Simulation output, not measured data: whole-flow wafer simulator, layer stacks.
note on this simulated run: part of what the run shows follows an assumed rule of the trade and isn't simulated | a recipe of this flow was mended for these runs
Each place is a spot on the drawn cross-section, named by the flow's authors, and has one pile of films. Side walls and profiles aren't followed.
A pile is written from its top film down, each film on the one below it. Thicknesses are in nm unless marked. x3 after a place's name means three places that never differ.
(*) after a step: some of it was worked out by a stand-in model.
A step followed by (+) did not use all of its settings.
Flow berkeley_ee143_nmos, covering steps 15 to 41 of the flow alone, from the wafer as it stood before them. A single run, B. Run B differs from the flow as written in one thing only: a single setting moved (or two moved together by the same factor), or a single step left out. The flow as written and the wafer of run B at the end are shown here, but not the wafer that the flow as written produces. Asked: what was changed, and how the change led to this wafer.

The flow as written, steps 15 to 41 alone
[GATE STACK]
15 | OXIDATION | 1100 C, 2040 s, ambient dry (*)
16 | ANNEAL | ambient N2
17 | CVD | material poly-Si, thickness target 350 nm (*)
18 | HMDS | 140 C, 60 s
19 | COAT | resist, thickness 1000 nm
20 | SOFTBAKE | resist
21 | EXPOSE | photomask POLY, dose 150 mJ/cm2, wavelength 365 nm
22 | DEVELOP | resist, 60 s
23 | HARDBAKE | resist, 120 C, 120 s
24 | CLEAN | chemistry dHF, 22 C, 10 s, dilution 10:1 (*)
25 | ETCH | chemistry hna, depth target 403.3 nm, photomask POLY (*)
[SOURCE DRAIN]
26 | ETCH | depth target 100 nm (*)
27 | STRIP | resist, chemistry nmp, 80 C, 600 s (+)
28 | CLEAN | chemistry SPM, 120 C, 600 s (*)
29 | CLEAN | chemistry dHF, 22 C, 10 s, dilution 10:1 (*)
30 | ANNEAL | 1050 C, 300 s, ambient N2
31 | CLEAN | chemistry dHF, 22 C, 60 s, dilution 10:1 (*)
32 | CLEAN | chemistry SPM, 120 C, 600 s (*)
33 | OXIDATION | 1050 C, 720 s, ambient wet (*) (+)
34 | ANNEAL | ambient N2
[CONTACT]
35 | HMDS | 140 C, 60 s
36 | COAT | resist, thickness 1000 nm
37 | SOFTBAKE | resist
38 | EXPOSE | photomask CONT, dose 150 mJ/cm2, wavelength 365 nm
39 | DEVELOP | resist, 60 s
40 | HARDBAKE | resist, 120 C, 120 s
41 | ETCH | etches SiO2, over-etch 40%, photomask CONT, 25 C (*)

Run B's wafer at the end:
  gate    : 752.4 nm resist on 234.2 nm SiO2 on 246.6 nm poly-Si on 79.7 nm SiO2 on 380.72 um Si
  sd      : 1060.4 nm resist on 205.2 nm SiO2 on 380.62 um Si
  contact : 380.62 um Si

What caused this: step 33, OXIDATION: 806 s was run, while the flow as written has 720 s.

How this came from the change, step by step:
  33 | OXIDATION | 1050 C, 720 s, ambient wet (*) (+)
      sd, contact: SiO2 gains 205.2 (new film), chemical SiO2 loses 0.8 (all of it), Si loses 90 (as written it would have been: SiO2 gains 189.4 (new film), chemical SiO2 loses 0.8 (all of it), Si loses 83)
      gate: SiO2 gains 234.2 (new film), chemical SiO2 loses 0.8 (all of it), poly-Si loses 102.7 (as written it would have been: SiO2 gains 217.6 (new film), chemical SiO2 loses 0.8 (all of it), poly-Si loses 95.4)
      (and at 1 other place as well)
  41 | ETCH | etches SiO2, over-etch 40%, photomask CONT, 25 C (*)
      contact: SiO2 loses 205.2 (all of it) (as written it would have been: SiO2 loses 189.4 (all of it))
